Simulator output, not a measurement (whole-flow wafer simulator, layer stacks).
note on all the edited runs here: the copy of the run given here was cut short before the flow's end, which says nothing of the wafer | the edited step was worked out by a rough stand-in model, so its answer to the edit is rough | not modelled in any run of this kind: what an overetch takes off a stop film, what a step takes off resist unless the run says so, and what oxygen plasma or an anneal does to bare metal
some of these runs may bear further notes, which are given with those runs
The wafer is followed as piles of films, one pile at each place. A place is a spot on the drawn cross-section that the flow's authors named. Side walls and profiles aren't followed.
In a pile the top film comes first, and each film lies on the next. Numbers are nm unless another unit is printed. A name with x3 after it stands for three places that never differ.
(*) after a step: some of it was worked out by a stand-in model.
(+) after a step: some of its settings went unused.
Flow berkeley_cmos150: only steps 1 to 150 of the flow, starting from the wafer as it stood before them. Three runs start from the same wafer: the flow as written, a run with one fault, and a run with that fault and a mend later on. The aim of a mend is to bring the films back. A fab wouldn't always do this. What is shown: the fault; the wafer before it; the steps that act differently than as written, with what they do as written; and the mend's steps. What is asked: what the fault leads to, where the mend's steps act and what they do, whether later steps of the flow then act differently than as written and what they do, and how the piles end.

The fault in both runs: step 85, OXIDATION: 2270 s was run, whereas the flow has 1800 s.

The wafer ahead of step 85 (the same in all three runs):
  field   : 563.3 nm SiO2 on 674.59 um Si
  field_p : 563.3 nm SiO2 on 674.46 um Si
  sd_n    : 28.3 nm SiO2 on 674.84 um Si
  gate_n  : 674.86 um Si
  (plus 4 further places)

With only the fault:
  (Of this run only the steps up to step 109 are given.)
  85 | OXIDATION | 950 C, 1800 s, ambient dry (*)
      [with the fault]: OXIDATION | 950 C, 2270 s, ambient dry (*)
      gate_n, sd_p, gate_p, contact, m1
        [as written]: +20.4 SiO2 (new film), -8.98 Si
        [with the fault]: +23.5 SiO2 (new film), -10.4 Si
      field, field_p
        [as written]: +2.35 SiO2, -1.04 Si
        [with the fault]: +2.97 SiO2, -1.3 Si
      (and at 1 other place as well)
  Steps further on in the flow that do not act as written (not shown: 8 more steps that differ only slightly, by at most 2% or 0.5 nm, whichever is larger):
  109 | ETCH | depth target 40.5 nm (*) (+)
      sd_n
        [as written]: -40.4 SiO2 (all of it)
        [with the fault]: -40.5 SiO2
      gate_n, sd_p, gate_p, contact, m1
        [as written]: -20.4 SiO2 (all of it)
        [with the fault]: -23.5 SiO2 (all of it)
  The piles after step 109 differ from the flow's at sd_n by more than 2% or 0.5 nm, whichever is larger.
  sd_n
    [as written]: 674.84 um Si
    [with the fault]: 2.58 nm SiO2 on 674.83 um Si

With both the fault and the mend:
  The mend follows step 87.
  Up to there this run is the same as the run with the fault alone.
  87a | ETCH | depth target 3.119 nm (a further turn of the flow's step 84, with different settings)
      field, field_p, sd_n, gate_n, sd_p, gate_p, contact, m1
        -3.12 SiO2
  Later steps of the flow that are run all act as written at every place that is followed, up to a difference of at most 2% or 0.5 nm, whichever is larger.
  The piles end only slightly different from the flow's at the places that both follow, by no more than 2% or 0.5 nm, whichever is larger.
